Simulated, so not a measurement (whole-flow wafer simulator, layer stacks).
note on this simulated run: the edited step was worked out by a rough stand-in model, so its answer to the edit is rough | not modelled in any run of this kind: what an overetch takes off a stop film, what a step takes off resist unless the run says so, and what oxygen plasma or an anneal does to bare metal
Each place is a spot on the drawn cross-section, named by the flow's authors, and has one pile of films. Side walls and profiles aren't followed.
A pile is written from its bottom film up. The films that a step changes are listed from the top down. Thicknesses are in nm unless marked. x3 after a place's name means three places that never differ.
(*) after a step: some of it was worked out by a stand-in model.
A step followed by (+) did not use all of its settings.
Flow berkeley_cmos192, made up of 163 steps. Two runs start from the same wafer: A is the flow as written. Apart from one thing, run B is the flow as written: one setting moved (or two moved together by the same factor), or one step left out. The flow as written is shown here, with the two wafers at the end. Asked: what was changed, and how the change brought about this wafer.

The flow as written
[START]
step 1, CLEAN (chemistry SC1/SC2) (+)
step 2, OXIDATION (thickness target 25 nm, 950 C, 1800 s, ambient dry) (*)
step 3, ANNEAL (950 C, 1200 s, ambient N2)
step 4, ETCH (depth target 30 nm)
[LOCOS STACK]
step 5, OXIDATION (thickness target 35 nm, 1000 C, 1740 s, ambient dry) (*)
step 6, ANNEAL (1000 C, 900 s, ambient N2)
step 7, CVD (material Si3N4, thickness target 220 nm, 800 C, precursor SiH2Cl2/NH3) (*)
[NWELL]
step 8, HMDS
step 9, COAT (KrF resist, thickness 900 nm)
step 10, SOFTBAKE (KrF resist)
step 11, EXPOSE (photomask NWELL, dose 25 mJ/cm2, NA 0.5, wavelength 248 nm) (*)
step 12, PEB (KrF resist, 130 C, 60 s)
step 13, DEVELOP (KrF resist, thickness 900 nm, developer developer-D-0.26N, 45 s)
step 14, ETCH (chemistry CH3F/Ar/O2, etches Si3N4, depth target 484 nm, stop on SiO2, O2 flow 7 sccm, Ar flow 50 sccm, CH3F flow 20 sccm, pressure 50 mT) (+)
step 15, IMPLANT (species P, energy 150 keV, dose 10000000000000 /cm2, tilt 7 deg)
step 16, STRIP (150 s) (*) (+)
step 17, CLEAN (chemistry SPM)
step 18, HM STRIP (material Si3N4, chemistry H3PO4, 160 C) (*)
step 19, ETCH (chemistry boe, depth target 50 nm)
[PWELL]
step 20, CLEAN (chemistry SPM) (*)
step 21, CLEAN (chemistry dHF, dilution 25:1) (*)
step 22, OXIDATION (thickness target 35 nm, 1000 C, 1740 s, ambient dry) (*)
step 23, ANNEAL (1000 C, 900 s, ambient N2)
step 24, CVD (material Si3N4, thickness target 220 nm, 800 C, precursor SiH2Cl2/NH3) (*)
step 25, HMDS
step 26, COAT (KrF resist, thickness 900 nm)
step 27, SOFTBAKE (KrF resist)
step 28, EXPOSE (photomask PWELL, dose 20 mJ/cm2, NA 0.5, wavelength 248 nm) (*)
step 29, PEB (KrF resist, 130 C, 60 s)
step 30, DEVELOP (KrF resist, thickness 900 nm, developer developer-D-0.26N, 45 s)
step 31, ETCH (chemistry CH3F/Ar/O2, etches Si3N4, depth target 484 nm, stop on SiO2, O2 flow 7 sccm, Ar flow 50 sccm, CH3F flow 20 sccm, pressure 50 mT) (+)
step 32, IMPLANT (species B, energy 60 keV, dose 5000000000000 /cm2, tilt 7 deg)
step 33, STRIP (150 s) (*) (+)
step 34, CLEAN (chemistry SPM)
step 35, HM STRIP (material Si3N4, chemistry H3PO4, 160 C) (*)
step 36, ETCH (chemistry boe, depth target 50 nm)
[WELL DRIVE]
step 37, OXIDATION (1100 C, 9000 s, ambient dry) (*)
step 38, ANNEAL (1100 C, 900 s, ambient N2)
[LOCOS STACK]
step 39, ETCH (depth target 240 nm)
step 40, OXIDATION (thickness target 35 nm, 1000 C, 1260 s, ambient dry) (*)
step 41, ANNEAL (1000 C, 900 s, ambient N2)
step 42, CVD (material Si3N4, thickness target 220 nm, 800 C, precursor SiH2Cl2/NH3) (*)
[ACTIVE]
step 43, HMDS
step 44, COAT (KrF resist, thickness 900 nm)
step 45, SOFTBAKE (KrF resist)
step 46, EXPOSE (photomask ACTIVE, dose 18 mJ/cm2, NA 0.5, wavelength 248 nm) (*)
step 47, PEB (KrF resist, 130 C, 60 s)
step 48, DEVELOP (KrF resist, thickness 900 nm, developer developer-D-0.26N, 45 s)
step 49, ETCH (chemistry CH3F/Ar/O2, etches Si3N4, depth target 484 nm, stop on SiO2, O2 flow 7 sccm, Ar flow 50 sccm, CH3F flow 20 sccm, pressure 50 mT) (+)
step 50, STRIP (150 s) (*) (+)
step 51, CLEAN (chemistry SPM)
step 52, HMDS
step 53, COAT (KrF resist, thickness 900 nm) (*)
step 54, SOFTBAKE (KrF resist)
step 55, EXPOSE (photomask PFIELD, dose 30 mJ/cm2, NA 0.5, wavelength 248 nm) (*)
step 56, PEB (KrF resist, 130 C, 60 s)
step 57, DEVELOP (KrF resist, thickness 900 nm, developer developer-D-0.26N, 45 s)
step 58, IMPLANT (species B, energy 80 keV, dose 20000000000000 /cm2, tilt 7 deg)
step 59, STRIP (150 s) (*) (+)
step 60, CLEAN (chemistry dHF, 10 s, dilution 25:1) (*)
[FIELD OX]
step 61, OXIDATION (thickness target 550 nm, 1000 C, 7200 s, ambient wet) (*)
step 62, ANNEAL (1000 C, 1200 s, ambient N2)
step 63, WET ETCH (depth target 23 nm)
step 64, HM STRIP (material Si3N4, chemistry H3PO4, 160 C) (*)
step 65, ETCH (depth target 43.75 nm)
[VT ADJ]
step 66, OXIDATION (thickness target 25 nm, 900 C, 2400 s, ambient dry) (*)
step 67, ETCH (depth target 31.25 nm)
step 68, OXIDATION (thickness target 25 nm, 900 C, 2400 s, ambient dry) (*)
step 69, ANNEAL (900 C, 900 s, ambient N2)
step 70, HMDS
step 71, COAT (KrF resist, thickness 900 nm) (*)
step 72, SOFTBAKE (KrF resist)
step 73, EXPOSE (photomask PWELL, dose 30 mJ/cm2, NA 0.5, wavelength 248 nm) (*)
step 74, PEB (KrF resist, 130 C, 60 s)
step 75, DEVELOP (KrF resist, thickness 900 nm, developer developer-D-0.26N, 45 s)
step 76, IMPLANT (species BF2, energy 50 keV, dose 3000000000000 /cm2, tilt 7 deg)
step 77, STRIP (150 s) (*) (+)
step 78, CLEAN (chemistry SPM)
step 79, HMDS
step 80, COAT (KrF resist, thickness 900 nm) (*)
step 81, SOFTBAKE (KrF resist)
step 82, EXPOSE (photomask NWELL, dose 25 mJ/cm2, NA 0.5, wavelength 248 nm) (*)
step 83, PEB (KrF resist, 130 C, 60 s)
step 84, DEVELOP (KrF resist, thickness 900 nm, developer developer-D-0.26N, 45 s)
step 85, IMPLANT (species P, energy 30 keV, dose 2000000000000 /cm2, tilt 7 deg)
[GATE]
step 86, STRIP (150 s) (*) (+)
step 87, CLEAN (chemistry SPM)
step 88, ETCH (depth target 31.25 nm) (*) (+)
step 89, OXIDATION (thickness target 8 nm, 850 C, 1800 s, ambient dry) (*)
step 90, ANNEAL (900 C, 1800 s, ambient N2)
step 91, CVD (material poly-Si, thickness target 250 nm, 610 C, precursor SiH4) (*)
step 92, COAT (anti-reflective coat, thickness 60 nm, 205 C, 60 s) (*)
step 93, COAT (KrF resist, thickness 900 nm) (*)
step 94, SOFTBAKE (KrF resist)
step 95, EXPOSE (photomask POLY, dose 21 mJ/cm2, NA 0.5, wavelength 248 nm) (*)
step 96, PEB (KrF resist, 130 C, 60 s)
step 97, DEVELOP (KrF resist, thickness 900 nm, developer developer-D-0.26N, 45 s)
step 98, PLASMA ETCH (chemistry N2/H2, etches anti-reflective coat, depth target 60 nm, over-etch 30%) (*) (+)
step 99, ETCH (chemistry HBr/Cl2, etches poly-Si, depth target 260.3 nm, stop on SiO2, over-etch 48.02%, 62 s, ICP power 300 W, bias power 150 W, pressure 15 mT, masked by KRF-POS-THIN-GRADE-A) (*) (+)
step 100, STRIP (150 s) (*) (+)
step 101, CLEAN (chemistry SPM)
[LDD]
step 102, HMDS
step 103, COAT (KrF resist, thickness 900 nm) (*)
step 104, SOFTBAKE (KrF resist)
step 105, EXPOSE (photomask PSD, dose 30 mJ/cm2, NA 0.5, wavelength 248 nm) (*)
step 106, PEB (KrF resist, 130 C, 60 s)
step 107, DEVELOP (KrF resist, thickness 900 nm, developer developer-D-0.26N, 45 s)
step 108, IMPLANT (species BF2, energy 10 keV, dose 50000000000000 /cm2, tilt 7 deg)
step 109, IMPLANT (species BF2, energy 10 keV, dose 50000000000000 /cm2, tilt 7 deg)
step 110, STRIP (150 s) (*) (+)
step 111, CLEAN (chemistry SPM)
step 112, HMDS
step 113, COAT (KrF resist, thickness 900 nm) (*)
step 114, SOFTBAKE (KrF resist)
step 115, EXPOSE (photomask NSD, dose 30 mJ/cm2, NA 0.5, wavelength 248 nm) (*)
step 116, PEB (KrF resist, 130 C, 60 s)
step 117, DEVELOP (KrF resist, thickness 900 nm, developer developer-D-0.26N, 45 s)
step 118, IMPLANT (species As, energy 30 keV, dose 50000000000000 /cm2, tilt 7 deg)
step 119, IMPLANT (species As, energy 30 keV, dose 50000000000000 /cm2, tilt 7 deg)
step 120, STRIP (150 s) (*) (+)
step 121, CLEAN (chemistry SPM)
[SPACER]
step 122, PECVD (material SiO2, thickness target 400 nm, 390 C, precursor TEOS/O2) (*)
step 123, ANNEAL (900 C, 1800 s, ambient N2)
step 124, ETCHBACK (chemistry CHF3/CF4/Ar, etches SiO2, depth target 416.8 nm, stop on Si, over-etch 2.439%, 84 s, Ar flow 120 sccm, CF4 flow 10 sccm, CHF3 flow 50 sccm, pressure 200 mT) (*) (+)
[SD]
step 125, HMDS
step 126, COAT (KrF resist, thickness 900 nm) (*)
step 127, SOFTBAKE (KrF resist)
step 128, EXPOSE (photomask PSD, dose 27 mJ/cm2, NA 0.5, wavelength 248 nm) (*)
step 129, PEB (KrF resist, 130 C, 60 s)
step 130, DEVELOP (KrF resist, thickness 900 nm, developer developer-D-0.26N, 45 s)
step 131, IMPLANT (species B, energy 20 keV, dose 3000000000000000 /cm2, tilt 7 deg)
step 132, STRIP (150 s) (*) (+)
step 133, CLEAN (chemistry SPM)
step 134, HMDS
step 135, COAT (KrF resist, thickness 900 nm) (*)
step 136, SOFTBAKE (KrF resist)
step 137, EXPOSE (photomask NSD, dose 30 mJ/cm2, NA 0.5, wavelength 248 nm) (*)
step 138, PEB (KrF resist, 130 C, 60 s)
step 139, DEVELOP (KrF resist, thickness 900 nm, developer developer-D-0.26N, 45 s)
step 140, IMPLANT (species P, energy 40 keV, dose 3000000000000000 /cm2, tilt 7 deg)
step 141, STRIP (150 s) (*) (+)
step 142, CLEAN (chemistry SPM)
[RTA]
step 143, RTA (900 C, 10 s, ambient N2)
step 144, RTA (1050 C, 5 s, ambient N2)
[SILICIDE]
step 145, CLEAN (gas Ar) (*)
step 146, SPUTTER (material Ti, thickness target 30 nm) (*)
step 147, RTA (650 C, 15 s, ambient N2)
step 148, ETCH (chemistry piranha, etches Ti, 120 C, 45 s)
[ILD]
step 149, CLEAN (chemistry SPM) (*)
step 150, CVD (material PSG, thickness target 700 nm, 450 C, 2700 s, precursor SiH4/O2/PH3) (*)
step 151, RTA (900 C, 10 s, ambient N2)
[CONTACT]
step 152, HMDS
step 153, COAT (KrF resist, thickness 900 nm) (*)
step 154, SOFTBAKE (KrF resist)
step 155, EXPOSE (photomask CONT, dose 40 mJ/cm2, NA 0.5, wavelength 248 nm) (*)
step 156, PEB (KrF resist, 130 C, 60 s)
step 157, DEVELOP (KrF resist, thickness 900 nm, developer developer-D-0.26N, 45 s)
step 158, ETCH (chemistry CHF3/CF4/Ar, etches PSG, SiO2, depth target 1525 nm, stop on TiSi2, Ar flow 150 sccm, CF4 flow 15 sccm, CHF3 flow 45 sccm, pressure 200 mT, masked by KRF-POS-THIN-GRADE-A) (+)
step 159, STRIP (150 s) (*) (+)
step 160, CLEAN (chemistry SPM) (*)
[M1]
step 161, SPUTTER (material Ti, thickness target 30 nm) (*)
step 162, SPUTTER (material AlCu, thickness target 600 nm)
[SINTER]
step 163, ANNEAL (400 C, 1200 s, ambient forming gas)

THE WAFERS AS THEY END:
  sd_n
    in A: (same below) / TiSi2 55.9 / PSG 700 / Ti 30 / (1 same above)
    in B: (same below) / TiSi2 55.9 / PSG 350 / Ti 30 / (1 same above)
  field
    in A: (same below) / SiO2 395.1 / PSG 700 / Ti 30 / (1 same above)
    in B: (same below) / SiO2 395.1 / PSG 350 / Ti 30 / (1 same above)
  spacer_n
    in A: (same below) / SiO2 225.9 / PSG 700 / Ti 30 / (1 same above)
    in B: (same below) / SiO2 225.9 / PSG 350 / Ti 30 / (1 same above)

What caused this: step 150, CVD: thickness target 350 nm was run, while the flow as written has thickness target 700 nm.
One can read it off the wafer: sd_n has PSG 350, and step 150 as written asks for 700 nm.

The path from the change to this, step by step:
  step 150, CVD (material PSG, thickness target 700 nm, 450 C, 2700 s, precursor SiH4/O2/PH3) (*)
      field, sd_n, spacer_n, gate, spacer_p, gate_p, contact, m1: A +700 PSG (new film) | B +350 PSG (new film)
      sd_p: A +665.5 PSG (new film) | B +335.5 PSG (new film)
  step 153, COAT (KrF resist, thickness 900 nm) (*)
      sd_p: A +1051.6 KrF resist (new film) | B +1028.6 KrF resist (new film)
  step 158, ETCH (chemistry CHF3/CF4/Ar, etches PSG, SiO2, depth target 1525 nm, stop on TiSi2, Ar flow 150 sccm, CF4 flow 15 sccm, CHF3 flow 45 sccm, pressure 200 mT, masked by KRF-POS-THIN-GRADE-A) (+)
      field, sd_n, spacer_n, gate, sd_p, spacer_p, gate_p, m1: A -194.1 KrF resist | B -106.6 KrF resist
      contact: A -700 PSG (all of it), -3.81 TiSi2 | B -350 PSG (all of it), -3.81 TiSi2
  step 159, STRIP (150 s) (*) (+)
      field: A -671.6 KrF resist (all of it) | B -753.4 KrF resist (all of it)
      sd_n: A -792.3 KrF resist (all of it) | B -877.1 KrF resist (all of it)
      (and at 6 other places as well)
  step 161, SPUTTER (material Ti, thickness target 30 nm) (*)
      contact: A +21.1 Ti (new film) | B +25.3 Ti (new film)
  step 162, SPUTTER (material AlCu, thickness target 600 nm)
      contact: A +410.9 AlCu (new film) | B +510 AlCu (new film)
